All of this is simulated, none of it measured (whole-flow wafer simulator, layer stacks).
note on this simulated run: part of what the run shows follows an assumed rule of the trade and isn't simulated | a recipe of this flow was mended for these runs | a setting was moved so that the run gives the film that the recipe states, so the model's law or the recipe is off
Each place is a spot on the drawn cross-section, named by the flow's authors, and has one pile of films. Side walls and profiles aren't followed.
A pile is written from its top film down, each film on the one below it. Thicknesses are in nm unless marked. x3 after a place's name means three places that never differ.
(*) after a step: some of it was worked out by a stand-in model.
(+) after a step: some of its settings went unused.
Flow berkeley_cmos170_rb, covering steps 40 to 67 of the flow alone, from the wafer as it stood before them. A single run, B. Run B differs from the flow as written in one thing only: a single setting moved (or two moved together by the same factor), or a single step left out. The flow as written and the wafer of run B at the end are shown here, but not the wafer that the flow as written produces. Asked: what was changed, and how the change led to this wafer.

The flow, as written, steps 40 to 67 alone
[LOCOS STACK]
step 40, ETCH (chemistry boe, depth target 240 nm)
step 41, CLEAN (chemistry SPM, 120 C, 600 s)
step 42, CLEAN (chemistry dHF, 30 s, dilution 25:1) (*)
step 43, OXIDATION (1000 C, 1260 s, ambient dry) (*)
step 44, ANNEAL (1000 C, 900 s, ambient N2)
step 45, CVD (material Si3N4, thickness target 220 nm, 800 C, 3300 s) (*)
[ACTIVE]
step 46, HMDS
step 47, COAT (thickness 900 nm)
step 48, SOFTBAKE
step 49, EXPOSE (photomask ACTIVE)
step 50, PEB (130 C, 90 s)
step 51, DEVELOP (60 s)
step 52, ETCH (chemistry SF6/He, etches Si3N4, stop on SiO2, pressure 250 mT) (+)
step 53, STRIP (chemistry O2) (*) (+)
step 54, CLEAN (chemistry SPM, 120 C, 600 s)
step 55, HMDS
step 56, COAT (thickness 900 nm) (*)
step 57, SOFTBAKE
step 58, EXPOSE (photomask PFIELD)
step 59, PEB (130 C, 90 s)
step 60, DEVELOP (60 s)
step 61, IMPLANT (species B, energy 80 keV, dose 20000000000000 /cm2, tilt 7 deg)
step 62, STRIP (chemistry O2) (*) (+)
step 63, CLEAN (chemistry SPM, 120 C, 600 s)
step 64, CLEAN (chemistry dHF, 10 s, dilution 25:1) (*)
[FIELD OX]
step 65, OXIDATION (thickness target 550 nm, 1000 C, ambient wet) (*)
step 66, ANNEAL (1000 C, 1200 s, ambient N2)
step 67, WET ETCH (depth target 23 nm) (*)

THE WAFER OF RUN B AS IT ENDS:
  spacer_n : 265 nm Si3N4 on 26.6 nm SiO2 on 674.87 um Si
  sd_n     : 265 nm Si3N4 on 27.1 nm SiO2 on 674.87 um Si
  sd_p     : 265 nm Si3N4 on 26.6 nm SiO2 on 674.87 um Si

Cause: step 45, CVD: 4092 s was run, while the flow as written has 3300 s.

The path from the change to this, step by step:
  step 45, CVD (material Si3N4, thickness target 220 nm, 800 C, 3300 s) (*)
      field, sd_n, spacer_n and 6 more: Si3N4 gains 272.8 (new film) (in the flow as written it would be: Si3N4 gains 220 (new film))
  step 52, ETCH (chemistry SF6/He, etches Si3N4, stop on SiO2, pressure 250 mT) (+)
      sd_n, spacer_n, gate, sd_p, spacer_p, gate_p, contact, m1: KrF-resist loses 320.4 (in the flow as written it would be: KrF-resist loses 263)
      field: Si3N4 loses 272.8 (all of it), SiO2 loses 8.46 (in the flow as written it would be: Si3N4 loses 220 (all of it), SiO2 loses 8.46)
  step 53, STRIP (chemistry O2) (*) (+)
      sd_n, spacer_n, gate, sd_p, spacer_p, gate_p, contact, m1: KrF-resist loses 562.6 (all of it) (in the flow as written it would be: KrF-resist loses 620 (all of it))
  step 56, COAT (thickness 900 nm) (*)
      sd_n: KrF-resist gains 756 (new film) (in the flow as written it would be: KrF-resist gains 782.7 (new film))
      spacer_n: KrF-resist gains 797.9 (new film) (in the flow as written it would be: KrF-resist gains 816.2 (new film))
      (as well as at 6 more places)
  step 62, STRIP (chemistry O2) (*) (+)
      sd_n: KrF-resist loses 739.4 (all of it) (in the flow as written it would be: KrF-resist loses 766.1 (all of it))
      spacer_n: KrF-resist loses 781.3 (all of it) (in the flow as written it would be: KrF-resist loses 799.5 (all of it))
      (as well as at 6 more places)
  step 65, OXIDATION (thickness target 550 nm, 1000 C, ambient wet) (*)
      gate: SiO2 gains 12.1 (new film), Si3N4 loses 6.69 (in the flow as written it would be: SiO2 gains 12.1 (new film), Si3N4 loses 6.69, SiO2 gains 0.05, Si loses 0.05)
      sd_p: SiO2 gains 12.1 (new film), Si3N4 loses 6.69 (in the flow as written it would be: SiO2 gains 12.1 (new film), Si3N4 loses 6.69, SiO2 gains 0.06, Si loses 0.06)
      (as well as at 1 more place)
